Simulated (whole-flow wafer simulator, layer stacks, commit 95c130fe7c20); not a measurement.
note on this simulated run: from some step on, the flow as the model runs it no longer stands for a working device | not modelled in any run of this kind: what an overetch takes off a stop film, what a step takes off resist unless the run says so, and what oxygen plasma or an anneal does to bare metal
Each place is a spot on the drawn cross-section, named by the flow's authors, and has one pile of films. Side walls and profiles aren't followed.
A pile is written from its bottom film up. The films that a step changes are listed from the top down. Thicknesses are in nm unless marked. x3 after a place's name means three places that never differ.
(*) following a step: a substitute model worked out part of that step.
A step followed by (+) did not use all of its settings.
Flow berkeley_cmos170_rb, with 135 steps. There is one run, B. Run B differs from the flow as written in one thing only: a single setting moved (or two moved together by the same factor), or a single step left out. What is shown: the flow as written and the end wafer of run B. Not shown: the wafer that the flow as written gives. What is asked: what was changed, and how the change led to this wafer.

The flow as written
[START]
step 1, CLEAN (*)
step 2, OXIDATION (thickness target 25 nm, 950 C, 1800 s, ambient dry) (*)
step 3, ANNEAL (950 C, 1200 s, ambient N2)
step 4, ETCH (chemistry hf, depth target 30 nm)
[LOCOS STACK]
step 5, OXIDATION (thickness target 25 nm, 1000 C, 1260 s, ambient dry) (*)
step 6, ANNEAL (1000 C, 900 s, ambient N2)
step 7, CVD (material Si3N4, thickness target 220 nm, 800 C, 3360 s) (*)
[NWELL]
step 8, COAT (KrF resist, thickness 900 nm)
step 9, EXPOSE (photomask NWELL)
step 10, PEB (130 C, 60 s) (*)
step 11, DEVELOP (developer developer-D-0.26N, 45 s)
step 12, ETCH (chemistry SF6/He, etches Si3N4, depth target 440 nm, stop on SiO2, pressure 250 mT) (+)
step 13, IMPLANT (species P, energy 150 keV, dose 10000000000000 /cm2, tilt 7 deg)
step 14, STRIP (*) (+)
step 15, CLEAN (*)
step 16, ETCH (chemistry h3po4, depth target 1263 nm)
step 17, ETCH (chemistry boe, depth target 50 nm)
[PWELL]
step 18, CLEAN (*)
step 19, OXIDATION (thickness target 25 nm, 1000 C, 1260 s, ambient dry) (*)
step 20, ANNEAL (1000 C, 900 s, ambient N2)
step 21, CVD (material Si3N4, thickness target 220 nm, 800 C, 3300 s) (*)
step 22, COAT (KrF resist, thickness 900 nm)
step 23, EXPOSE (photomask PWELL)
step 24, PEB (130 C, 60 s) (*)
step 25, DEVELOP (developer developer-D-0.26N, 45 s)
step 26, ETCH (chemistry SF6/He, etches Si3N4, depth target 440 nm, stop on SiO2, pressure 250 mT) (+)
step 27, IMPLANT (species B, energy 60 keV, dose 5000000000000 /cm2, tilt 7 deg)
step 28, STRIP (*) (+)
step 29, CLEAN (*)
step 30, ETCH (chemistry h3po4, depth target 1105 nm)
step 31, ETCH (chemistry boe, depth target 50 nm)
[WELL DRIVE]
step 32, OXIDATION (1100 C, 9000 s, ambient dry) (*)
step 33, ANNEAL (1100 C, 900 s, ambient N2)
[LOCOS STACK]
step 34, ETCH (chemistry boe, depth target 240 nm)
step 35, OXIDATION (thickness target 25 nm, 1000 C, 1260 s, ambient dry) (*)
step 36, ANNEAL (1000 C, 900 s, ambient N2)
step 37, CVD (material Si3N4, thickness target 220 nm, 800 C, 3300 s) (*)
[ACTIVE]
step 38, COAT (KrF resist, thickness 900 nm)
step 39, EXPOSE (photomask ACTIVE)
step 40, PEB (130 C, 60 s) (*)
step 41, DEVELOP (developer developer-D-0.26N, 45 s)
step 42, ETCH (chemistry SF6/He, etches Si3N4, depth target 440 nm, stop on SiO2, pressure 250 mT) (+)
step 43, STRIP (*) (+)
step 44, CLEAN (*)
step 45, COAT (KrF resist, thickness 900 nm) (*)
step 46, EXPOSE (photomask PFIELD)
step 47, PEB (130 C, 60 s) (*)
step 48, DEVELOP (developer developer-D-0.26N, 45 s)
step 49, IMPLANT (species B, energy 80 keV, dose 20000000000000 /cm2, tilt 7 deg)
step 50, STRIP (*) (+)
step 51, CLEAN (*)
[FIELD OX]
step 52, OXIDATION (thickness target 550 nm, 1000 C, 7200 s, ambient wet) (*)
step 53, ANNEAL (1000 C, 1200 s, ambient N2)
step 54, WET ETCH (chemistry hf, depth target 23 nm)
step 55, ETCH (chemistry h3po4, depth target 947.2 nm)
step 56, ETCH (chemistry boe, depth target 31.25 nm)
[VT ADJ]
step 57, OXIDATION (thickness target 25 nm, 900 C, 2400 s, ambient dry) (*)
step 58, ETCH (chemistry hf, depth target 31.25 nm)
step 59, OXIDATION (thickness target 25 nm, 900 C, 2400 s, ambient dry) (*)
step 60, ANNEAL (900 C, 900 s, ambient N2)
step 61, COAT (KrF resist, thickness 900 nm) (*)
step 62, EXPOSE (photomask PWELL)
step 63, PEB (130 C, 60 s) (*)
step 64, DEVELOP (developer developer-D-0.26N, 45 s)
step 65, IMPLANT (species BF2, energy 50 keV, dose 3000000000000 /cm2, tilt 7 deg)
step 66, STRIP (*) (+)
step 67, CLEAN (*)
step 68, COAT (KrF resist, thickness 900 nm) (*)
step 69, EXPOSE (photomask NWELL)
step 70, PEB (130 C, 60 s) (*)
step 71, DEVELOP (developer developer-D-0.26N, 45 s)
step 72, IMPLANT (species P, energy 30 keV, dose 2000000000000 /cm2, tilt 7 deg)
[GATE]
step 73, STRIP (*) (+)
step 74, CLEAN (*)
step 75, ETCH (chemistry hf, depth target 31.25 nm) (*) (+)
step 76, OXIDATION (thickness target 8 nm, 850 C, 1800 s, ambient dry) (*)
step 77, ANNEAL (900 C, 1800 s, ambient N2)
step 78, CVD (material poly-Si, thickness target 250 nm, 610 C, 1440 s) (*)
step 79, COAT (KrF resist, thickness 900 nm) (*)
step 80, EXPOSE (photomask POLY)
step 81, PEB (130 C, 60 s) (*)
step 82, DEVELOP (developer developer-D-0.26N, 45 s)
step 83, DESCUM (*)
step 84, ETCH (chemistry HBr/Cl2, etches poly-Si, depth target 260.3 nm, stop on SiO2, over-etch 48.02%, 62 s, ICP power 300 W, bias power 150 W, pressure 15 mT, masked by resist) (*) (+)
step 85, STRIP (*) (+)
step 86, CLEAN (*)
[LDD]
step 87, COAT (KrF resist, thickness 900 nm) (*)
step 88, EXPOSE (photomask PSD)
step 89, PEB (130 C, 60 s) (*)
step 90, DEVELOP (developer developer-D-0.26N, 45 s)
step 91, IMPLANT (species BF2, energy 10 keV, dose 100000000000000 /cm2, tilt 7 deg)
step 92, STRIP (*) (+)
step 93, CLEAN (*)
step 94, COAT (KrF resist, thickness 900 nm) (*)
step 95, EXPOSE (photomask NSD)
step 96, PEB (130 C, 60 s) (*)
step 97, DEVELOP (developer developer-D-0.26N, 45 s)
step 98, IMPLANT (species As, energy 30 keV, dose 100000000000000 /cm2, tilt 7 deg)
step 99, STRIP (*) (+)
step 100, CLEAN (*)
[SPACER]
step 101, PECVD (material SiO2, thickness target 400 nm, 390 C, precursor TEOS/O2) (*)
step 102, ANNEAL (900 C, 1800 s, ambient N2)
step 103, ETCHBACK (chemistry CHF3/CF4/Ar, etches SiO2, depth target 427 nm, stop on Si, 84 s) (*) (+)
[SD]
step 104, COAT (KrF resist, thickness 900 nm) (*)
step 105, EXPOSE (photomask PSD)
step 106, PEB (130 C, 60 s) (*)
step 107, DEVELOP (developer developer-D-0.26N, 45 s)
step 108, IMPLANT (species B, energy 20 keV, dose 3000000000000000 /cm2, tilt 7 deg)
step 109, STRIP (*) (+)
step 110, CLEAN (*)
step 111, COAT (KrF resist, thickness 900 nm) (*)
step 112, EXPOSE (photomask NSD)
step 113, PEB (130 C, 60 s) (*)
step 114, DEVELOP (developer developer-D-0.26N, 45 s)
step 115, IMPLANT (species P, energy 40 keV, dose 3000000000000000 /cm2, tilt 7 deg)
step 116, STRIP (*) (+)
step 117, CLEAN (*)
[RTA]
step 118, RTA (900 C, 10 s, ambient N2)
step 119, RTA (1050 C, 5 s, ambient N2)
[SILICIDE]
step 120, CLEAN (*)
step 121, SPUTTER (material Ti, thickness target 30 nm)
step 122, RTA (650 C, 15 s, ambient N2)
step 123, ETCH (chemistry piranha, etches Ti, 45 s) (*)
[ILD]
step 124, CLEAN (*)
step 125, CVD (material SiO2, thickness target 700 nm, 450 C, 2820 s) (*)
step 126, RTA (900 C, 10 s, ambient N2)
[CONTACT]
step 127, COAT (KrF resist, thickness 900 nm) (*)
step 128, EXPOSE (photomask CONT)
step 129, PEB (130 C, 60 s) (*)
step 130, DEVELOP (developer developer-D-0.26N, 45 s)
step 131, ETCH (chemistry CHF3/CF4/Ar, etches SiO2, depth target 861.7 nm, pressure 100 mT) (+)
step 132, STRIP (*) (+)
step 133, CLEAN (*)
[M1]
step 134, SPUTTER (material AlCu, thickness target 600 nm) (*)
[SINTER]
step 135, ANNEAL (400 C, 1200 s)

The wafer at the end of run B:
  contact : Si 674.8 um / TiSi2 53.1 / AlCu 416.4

Cause: step 131, ETCH: depth target 758.3 nm was run, whereas the flow has depth target 861.7 nm.

Step by step, how the change led to this:
  step 131, ETCH (chemistry CHF3/CF4/Ar, etches SiO2, depth target 861.7 nm, pressure 100 mT) (+)
      field, sd_n, spacer_n, gate, sd_p, spacer_p, gate_p, m1: KrF resist loses 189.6 (it would be, as written: KrF resist loses 215.4)
      contact: SiO2 loses 700 (all of it), TiSi2 loses 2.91 (it would be, as written: SiO2 loses 700 (all of it), TiSi2 loses 8.08)
  step 132, STRIP (*) (+)
      field: KrF resist loses 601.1 (all of it) (it would be, as written: KrF resist loses 575.3 (all of it))
      sd_n: KrF resist loses 806.2 (all of it) (it would be, as written: KrF resist loses 780.4 (all of it))
      (and at 6 other places as well)
